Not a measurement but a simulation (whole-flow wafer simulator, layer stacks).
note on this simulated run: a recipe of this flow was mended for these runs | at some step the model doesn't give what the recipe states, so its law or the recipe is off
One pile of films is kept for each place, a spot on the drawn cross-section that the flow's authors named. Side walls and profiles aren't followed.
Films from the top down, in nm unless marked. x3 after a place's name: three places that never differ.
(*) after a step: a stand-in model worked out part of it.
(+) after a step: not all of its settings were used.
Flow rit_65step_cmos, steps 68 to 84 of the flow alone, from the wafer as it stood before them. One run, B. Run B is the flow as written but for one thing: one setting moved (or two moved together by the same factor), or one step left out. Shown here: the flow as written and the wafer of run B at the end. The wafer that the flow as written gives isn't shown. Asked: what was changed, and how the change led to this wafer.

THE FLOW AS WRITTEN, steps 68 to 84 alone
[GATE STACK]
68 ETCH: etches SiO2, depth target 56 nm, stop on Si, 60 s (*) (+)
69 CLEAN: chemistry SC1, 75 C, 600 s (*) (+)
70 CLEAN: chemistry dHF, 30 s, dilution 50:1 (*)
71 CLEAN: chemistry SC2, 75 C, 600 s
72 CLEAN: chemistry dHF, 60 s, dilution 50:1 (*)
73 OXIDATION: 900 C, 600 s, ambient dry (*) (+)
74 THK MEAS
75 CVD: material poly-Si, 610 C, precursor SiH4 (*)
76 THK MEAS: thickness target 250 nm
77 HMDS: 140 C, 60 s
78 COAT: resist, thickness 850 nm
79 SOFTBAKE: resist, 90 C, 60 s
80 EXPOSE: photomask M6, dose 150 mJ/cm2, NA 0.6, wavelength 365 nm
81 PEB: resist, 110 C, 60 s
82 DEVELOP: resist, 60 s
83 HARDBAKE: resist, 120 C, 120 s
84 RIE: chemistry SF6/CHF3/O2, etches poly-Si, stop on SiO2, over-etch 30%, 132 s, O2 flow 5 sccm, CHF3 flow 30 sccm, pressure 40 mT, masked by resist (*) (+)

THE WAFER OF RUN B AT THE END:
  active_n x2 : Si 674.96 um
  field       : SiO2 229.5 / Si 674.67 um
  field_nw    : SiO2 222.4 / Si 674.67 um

The cause: step 75, CVD: 575 C was run, where the flow has 610 C.

How the change led to this, step by step:
  75 CVD: material poly-Si, 610 C, precursor SiH4 (*)
      field, field_pw, field_nw and 11 more: poly-Si +120 (new film) (as written it would be: poly-Si +250 (new film))
  84 RIE: chemistry SF6/CHF3/O2, etches poly-Si, stop on SiO2, over-etch 30%, 132 s, O2 flow 5 sccm, CHF3 flow 30 sccm, pressure 40 mT, masked by resist (*) (+)
      active_n x2, spacer, spacer_p, sd_n, sd_p, contact, m1: poly-Si -120 (all of it), SiO2 -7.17 (all of it) (as written it would be: poly-Si -250 (all of it), SiO2 -2.76)
      field, field_pw, field_nw, field_p: poly-Si -120 (all of it), SiO2 -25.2 (as written it would be: poly-Si -250 (all of it), SiO2 -2.76)
